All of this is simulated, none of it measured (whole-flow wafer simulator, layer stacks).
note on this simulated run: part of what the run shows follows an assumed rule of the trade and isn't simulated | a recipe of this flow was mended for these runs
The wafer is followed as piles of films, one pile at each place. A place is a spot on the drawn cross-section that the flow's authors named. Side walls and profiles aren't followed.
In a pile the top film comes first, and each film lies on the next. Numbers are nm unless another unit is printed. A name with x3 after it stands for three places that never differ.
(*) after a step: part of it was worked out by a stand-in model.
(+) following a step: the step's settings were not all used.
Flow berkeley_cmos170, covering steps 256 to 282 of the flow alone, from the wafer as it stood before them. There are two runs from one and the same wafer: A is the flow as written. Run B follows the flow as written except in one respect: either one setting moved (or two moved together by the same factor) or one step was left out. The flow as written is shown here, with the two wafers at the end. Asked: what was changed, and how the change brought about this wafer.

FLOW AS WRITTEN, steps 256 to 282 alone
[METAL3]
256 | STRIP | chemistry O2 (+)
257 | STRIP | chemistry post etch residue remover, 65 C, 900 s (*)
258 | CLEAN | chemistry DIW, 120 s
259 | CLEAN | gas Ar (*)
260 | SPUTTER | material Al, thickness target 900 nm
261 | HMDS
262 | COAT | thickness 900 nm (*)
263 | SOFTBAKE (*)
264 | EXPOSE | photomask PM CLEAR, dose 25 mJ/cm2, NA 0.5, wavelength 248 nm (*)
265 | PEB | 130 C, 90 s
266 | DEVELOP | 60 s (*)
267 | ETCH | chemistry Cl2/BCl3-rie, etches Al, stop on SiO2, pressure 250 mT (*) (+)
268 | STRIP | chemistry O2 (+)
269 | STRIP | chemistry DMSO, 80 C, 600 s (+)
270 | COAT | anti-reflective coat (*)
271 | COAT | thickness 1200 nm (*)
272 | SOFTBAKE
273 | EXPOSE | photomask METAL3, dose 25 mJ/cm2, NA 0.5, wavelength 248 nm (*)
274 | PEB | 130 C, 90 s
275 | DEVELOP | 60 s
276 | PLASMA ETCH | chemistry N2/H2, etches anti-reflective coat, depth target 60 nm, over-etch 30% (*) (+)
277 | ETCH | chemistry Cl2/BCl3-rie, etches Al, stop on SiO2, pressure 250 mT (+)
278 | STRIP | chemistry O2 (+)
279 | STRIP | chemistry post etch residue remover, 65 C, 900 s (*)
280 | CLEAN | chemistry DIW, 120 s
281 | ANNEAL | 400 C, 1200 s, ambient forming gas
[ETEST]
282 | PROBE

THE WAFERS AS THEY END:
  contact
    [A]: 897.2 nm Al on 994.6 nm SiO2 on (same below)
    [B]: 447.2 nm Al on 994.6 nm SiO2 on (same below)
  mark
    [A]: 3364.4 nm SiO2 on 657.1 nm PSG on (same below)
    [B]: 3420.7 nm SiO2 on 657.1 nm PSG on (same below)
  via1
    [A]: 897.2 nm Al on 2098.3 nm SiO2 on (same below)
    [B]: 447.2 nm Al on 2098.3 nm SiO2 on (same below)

Cause: step 260, SPUTTER: thickness target 450 nm was run, while the flow as written has thickness target 900 nm.

The path from the change to this, step by step:
  260 | SPUTTER | material Al, thickness target 900 nm
      field, mark, sd_n and 9 more: A +900 Al (new film) | B +450 Al (new film)
      via2: A +259.4 Al | B +160.8 Al
  262 | COAT | thickness 900 nm (*)
      via2: A +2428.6 KrF-resist (new film) | B +2089.4 KrF-resist (new film)
  265 | PEB | 130 C, 90 s
      via2: A -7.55 KrF-resist | B -5.61 KrF-resist
  267 | ETCH | chemistry Cl2/BCl3-rie, etches Al, stop on SiO2, pressure 250 mT (*) (+)
      field, sd_n, spacer_n and 9 more: A -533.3 KrF-resist | B -308.3 KrF-resist
      mark: A -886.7 Al (all of it), -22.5 SiO2 | B -436.7 Al (all of it), -22.5 SiO2
  268 | STRIP | chemistry O2 (+)
      field, spacer_n, gate_n: A -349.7 KrF-resist (all of it) | B -574.7 KrF-resist (all of it)
      spacer_p, gate_p: A -349.6 KrF-resist (all of it) | B -574.6 KrF-resist (all of it)
      (and at 7 other places as well)
  270 | COAT | anti-reflective coat (*)
      m1: A +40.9 anti-reflective coat (new film) | B +39.6 anti-reflective coat (new film)
      m2: A +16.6 anti-reflective coat (new film) | B +16 anti-reflective coat (new film)
      (and at 1 other place as well)
  271 | COAT | thickness 1200 nm (*)
      via2: A +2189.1 KrF-resist (new film) | B +1996.4 KrF-resist (new film)
  274 | PEB | 130 C, 90 s
      via2: A -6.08 KrF-resist | B -5.17 KrF-resist
  277 | ETCH | chemistry Cl2/BCl3-rie, etches Al, stop on SiO2, pressure 250 mT (+)
      field, sd_n, spacer_n, gate_n, sd_p, spacer_p, gate_p: A -900 Al (all of it), -56.2 SiO2 | B -450 Al (all of it), -56.2 SiO2
      contact, m1, via1, m2, via2: A -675 KrF-resist | B -450 KrF-resist
      (and at 1 other place as well)
  278 | STRIP | chemistry O2 (+)
      contact: A -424 KrF-resist (all of it), -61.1 anti-reflective coat (all of it) | B -648.4 KrF-resist (all of it), -61.3 anti-reflective coat (all of it)
      m1: A -423.6 KrF-resist (all of it), -40.9 anti-reflective coat (all of it) | B -642.8 KrF-resist (all of it), -39.6 anti-reflective coat (all of it)
      (and at 3 other places as well)
